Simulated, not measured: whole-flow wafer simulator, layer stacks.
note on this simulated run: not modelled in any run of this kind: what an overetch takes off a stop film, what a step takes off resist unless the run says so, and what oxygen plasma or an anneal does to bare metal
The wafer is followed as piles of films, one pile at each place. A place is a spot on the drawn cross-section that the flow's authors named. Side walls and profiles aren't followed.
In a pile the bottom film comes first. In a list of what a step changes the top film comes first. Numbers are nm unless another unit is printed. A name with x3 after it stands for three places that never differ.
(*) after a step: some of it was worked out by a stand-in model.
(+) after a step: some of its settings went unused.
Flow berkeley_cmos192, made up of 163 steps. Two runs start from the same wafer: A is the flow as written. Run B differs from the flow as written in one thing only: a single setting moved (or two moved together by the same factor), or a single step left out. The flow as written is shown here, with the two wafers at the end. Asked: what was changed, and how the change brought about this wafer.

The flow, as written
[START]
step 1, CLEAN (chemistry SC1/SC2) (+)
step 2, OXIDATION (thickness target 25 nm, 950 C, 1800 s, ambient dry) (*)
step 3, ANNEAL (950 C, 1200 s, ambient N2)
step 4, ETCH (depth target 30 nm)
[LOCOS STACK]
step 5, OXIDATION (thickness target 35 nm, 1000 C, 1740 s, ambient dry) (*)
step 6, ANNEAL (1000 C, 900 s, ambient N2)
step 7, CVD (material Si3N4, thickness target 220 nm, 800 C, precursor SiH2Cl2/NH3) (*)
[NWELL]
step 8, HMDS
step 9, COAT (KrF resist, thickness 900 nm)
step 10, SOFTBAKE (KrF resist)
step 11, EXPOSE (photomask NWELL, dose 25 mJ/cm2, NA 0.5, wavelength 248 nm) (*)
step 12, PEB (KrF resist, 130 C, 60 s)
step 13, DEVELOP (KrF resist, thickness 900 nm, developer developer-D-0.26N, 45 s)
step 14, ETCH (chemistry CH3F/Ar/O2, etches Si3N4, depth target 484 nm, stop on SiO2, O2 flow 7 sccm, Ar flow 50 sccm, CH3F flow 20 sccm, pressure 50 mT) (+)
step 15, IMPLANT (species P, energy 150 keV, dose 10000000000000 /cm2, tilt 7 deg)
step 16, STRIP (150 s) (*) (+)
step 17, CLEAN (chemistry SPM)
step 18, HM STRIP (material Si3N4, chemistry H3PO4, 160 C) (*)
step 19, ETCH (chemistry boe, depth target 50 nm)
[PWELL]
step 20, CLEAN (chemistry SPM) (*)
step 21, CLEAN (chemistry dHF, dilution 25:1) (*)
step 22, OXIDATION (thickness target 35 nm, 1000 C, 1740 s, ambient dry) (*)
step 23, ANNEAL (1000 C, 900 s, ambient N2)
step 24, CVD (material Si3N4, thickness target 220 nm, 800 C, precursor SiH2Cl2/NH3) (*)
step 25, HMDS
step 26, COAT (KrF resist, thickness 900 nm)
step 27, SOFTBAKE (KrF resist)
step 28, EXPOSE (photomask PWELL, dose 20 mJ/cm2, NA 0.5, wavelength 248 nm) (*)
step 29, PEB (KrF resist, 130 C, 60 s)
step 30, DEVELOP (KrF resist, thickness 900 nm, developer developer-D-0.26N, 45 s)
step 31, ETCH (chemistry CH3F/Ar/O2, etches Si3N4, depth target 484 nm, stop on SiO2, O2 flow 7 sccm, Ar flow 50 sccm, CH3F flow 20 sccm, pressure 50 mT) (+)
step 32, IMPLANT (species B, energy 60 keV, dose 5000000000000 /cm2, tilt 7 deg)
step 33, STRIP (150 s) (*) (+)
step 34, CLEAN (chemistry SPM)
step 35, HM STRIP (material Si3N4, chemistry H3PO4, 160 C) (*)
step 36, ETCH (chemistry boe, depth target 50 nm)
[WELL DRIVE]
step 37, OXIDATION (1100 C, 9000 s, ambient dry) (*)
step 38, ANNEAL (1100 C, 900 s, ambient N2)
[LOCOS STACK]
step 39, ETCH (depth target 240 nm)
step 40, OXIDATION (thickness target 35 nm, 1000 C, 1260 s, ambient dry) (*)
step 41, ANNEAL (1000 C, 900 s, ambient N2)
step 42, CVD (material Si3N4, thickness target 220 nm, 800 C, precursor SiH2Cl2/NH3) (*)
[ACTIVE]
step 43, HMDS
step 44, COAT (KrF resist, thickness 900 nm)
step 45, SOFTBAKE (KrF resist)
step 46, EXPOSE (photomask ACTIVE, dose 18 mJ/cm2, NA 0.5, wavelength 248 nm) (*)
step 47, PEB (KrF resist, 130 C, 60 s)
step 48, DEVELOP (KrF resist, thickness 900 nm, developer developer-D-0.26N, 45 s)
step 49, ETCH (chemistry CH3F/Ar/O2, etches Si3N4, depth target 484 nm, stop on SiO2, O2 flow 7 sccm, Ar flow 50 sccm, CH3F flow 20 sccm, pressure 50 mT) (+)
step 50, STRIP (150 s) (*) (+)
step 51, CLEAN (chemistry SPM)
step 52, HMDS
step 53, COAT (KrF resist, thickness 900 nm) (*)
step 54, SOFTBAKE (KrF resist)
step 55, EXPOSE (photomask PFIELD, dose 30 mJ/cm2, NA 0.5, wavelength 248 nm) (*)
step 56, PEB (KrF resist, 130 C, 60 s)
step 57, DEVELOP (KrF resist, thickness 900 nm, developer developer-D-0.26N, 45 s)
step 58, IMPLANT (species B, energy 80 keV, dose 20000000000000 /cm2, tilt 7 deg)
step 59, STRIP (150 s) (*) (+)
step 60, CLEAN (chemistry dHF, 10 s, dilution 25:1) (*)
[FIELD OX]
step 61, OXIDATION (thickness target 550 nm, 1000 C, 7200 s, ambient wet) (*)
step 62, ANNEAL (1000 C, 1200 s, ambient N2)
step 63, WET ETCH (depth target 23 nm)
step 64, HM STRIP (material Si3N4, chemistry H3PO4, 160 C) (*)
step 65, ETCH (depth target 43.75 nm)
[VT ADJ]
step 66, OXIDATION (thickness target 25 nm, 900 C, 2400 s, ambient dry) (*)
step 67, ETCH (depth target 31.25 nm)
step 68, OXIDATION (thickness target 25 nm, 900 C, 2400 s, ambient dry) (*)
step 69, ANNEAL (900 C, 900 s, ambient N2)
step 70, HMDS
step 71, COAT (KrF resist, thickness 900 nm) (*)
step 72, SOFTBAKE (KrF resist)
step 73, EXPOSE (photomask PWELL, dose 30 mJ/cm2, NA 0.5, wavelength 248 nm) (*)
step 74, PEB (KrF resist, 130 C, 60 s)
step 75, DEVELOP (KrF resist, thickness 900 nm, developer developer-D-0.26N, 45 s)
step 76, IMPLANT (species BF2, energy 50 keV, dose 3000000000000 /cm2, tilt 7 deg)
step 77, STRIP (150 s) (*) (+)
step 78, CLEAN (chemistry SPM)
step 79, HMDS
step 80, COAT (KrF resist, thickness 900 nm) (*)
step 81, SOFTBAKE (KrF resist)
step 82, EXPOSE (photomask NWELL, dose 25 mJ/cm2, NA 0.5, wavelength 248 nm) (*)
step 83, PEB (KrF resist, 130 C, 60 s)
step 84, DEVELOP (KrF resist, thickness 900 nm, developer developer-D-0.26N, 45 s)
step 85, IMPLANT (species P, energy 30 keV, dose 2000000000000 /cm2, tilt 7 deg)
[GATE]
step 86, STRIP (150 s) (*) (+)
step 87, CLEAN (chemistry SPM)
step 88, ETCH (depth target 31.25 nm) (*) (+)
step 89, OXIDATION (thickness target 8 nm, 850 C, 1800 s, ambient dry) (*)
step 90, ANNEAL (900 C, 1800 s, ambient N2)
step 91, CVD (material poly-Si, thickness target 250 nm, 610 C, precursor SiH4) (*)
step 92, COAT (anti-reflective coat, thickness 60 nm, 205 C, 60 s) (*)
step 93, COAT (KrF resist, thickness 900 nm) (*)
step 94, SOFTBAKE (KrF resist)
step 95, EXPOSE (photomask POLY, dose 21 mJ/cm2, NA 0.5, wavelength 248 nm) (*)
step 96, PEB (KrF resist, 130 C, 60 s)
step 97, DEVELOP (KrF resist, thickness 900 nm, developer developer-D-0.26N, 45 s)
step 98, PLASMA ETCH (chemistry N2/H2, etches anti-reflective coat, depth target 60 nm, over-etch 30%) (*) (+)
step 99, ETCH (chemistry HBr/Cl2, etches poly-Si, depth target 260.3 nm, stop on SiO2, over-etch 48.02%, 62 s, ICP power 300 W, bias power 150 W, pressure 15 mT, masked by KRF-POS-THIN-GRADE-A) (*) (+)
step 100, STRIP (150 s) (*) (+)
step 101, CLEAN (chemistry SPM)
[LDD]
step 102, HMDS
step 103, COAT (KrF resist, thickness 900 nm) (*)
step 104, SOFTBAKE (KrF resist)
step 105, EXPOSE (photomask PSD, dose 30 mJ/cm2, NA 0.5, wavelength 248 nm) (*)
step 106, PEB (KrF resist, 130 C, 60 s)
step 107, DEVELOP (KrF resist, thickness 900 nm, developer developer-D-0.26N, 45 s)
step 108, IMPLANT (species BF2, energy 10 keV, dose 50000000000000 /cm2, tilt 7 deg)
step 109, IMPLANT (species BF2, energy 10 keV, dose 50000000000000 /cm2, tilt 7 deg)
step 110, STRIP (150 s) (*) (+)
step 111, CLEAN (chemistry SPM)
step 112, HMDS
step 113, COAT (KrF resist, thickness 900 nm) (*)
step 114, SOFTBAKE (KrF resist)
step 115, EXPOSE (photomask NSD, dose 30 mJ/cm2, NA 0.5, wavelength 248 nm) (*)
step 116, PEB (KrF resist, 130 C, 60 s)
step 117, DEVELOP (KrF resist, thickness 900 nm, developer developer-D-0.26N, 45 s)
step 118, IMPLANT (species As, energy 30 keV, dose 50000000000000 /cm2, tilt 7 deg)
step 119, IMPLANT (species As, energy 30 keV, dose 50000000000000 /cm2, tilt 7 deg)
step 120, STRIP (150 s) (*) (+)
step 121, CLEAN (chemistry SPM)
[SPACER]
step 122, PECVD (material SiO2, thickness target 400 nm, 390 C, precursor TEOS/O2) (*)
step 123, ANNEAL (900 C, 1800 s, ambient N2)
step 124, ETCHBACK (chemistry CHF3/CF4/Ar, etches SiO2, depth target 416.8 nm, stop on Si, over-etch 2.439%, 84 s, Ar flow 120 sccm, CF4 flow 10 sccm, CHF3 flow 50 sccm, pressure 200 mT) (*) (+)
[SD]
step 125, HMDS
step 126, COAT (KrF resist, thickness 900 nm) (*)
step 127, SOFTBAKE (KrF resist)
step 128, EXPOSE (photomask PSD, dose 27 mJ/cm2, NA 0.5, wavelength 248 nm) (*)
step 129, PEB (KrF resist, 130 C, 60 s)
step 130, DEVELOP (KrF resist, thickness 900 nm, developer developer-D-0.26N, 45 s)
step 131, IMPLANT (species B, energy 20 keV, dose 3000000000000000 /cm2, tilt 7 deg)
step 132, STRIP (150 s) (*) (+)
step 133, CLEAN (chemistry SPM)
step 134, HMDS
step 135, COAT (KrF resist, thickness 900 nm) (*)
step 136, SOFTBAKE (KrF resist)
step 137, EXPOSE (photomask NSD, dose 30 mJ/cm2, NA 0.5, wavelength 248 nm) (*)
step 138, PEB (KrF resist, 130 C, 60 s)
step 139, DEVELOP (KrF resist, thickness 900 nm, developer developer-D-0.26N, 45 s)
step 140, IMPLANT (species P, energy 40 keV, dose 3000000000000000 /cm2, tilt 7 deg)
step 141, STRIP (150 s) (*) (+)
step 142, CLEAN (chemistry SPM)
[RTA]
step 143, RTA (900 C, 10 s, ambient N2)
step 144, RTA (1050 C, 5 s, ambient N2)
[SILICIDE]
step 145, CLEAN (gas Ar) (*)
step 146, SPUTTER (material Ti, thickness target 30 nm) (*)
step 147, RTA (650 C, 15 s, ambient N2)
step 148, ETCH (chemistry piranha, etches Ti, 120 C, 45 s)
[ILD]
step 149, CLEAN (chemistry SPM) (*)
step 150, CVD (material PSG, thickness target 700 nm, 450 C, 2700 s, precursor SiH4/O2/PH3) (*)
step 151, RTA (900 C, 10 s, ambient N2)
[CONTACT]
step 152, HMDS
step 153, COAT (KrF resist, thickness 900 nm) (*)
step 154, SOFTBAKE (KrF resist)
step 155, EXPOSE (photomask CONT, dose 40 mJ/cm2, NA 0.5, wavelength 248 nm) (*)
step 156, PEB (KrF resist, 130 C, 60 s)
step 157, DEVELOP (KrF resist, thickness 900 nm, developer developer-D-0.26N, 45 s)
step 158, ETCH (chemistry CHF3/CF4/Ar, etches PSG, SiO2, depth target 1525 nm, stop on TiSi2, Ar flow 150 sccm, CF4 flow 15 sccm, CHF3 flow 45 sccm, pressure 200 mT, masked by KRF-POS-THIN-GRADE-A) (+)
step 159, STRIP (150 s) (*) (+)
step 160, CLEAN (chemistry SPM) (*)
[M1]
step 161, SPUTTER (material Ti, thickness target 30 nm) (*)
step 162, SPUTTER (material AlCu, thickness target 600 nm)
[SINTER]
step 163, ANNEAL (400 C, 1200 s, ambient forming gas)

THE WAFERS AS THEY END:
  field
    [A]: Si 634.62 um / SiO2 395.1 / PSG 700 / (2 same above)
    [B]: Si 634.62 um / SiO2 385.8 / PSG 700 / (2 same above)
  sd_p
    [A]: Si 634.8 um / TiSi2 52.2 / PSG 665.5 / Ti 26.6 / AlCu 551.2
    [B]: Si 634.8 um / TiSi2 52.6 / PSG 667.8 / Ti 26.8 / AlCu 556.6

The reason: step 67, ETCH: depth target 40.63 nm was run, whereas the flow has depth target 31.25 nm.

Step by step, how the change led to this:
  step 67, ETCH (depth target 31.25 nm)
      field: A -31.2 SiO2 | B -40.6 SiO2
  step 92, COAT (anti-reflective coat, thickness 60 nm, 205 C, 60 s) (*)
      sd_n: A +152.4 anti-reflective coat (new film) | B +145.8 anti-reflective coat (new film)
      spacer_n: A +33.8 anti-reflective coat (new film) | B +36.2 anti-reflective coat (new film)
      (as well as at 4 more places)
  step 98, PLASMA ETCH (chemistry N2/H2, etches anti-reflective coat, depth target 60 nm, over-etch 30%) (*) (+)
      sd_n: A -152.4 anti-reflective coat (all of it), -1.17 poly-Si | B -145.8 anti-reflective coat (all of it), -1.12 poly-Si
      spacer_n: A -33.8 anti-reflective coat (all of it), -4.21 poly-Si | B -36.2 anti-reflective coat (all of it), -3.93 poly-Si
      (as well as at 2 more places)
  step 100, STRIP (150 s) (*) (+)
      gate: A +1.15 chemical SiO2 (new film), -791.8 KrF resist (all of it), -30 anti-reflective coat (all of it), -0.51 poly-Si | B +1.15 chemical SiO2 (new film), -783.9 KrF resist (all of it), -32.6 anti-reflective coat (all of it), -0.51 poly-Si
      gate_p: A +1.15 chemical SiO2 (new film), -765.1 KrF resist (all of it), -31 anti-reflective coat (all of it), -0.51 poly-Si | B +1.15 chemical SiO2 (new film), -759.8 KrF resist (all of it), -32.9 anti-reflective coat (all of it), -0.51 poly-Si
